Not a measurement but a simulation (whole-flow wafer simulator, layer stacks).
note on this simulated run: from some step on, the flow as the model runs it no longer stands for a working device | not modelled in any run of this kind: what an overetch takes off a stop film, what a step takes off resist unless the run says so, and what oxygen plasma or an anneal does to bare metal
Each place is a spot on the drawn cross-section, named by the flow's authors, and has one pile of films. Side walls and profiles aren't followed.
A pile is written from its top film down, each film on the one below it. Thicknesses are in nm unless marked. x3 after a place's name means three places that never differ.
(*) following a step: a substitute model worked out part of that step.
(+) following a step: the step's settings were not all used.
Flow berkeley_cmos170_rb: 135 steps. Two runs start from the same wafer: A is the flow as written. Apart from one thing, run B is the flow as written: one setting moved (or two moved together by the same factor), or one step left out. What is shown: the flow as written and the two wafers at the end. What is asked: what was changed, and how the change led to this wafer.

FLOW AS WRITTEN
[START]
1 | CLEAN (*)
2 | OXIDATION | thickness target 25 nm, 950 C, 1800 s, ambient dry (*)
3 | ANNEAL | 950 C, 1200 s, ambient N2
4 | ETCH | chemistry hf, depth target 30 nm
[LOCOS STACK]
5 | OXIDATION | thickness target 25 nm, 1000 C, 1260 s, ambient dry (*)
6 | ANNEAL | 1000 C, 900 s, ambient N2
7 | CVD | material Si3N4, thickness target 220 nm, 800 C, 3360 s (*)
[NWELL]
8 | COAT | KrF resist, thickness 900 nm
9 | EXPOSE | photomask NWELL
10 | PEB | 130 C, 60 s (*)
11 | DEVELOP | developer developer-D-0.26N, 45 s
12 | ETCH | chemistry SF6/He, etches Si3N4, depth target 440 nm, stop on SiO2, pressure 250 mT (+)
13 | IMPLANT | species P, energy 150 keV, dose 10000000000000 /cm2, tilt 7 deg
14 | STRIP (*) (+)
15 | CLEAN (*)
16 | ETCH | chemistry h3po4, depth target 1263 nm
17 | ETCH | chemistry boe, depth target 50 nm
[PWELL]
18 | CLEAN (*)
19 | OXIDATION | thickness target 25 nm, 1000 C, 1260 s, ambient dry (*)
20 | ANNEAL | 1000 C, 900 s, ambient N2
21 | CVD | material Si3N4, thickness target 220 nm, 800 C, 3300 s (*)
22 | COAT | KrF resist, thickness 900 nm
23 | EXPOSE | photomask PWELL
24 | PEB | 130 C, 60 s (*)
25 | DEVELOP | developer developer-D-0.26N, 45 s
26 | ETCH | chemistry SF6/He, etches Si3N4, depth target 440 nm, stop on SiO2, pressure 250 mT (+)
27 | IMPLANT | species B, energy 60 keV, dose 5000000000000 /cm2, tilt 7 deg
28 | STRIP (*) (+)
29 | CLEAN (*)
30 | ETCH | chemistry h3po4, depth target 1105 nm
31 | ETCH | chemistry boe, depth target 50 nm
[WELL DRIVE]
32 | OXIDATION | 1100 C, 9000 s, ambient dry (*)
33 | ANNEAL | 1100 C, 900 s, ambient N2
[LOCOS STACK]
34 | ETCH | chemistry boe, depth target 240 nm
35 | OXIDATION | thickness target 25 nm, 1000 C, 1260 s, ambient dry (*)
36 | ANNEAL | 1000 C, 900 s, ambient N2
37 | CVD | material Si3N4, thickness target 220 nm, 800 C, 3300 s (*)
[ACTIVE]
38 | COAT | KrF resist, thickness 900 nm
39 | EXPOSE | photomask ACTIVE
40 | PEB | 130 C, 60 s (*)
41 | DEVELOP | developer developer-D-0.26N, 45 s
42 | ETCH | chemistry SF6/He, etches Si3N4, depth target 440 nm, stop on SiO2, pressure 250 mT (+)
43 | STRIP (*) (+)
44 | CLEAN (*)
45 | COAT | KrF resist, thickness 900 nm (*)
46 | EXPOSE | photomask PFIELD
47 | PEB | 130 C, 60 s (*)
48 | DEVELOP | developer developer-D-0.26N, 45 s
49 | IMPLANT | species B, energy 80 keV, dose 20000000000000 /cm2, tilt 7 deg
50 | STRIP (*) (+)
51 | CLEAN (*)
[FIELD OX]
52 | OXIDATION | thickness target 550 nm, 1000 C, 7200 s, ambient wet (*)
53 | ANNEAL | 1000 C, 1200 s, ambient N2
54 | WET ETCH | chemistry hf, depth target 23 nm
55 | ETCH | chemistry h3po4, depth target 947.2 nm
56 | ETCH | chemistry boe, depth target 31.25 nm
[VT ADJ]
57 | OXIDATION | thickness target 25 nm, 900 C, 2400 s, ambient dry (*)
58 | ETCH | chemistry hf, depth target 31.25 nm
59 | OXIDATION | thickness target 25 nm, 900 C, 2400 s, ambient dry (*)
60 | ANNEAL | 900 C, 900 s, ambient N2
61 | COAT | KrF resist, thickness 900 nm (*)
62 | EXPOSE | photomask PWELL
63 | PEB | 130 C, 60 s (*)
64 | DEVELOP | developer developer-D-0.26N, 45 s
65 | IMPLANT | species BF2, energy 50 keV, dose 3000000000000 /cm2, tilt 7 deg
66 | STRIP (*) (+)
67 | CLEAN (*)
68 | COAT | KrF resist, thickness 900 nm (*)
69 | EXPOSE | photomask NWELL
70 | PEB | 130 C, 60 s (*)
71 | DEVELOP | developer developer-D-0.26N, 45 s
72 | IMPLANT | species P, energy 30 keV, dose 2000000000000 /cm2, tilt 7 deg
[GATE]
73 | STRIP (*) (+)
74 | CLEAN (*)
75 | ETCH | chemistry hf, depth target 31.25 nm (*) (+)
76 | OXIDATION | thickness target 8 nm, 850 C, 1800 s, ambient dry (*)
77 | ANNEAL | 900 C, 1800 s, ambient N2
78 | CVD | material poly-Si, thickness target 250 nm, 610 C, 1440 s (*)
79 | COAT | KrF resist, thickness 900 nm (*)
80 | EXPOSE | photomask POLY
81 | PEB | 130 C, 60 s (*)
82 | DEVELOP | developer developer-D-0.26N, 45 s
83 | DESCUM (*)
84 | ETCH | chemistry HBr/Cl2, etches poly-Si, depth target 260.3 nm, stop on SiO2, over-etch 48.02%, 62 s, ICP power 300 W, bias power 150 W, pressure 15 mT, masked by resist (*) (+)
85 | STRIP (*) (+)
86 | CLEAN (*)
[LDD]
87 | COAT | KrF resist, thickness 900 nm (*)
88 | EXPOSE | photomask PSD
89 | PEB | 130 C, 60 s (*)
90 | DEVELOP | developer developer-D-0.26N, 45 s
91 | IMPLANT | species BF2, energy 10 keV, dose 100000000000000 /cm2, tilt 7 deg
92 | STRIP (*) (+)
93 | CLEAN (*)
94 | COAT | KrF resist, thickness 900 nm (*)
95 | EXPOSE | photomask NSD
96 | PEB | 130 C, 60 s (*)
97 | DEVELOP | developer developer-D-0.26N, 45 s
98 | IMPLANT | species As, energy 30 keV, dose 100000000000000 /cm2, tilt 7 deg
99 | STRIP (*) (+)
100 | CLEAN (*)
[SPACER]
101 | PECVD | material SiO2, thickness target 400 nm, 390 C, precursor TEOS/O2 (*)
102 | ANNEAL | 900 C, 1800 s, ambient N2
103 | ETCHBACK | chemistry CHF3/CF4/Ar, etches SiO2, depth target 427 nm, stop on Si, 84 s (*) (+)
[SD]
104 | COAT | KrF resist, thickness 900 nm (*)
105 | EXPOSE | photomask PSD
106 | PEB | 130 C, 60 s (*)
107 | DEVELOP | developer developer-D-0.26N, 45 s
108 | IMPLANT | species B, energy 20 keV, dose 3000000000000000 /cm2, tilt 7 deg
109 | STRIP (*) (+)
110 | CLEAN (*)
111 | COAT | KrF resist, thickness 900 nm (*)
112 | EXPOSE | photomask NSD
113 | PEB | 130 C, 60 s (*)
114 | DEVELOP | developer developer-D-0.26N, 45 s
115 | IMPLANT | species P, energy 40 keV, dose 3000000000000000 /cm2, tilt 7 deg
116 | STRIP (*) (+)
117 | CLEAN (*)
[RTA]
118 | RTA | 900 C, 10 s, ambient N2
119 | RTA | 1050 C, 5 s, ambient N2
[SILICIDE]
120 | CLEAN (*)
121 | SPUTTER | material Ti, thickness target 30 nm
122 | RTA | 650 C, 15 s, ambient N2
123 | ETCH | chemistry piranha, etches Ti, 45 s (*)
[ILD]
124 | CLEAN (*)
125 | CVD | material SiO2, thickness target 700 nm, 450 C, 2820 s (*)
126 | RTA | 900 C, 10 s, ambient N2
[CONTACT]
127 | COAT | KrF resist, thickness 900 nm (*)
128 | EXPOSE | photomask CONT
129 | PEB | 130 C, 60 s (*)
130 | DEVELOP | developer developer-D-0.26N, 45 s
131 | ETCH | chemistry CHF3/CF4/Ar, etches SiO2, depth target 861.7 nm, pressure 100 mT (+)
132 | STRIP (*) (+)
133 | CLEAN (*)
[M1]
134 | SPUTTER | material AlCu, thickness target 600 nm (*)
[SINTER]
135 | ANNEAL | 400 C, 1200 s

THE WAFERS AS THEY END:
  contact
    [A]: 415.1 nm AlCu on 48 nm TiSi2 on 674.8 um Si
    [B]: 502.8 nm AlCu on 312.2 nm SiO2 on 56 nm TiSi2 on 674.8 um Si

What caused this: step 131, ETCH: depth target 387.8 nm was run, whereas the flow has depth target 861.7 nm.

The path from the change to this, step by step:
  131 | ETCH | chemistry CHF3/CF4/Ar, etches SiO2, depth target 861.7 nm, pressure 100 mT (+)
      contact: A -700 SiO2 (all of it), -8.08 TiSi2 | B -387.8 SiO2
      field, sd_n, spacer_n, gate, sd_p, spacer_p, gate_p, m1: A -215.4 KrF resist | B -96.9 KrF resist
  132 | STRIP (*) (+)
      field: A -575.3 KrF resist (all of it) | B -693.8 KrF resist (all of it)
      sd_n: A -780.4 KrF resist (all of it) | B -898.9 KrF resist (all of it)
      (as well as at 6 more places)
  134 | SPUTTER | material AlCu, thickness target 600 nm (*)
      contact: A +415.1 AlCu (new film) | B +502.8 AlCu (new film)
